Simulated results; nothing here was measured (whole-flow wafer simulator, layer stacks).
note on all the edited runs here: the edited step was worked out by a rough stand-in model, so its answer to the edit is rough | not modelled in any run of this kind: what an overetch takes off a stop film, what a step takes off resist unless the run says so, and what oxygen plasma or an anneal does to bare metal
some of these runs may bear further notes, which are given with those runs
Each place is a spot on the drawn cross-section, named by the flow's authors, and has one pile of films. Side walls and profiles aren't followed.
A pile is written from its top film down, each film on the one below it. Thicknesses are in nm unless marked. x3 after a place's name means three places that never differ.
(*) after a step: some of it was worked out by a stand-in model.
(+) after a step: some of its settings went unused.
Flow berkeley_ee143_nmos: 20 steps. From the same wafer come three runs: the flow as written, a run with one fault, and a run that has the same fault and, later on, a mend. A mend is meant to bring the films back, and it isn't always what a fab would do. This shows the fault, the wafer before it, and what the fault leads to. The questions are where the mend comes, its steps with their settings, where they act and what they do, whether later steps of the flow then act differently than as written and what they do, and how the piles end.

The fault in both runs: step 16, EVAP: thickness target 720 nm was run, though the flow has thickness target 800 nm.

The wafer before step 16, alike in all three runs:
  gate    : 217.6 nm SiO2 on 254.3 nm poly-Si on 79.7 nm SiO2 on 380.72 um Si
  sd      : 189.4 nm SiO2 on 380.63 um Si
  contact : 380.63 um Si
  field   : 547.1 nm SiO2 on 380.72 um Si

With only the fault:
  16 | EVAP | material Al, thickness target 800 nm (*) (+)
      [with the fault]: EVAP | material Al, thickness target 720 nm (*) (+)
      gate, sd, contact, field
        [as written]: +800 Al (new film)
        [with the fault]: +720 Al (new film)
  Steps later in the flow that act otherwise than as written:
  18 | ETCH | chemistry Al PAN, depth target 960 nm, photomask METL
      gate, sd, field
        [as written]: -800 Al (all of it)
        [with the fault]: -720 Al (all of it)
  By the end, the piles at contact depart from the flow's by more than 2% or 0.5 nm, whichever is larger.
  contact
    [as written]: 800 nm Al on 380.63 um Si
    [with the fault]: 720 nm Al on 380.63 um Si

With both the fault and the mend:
  After step 16 comes the mend.
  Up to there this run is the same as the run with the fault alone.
  16a | EVAP | material Al, thickness target 80 nm (*) (+) (the flow's step 16, run once more with other settings)
      gate, sd, contact, field
        +80 Al
  Every later step of the flow that is run acts as written at every place that is followed.
  At every place that both follow, the piles at the end match the flow's.
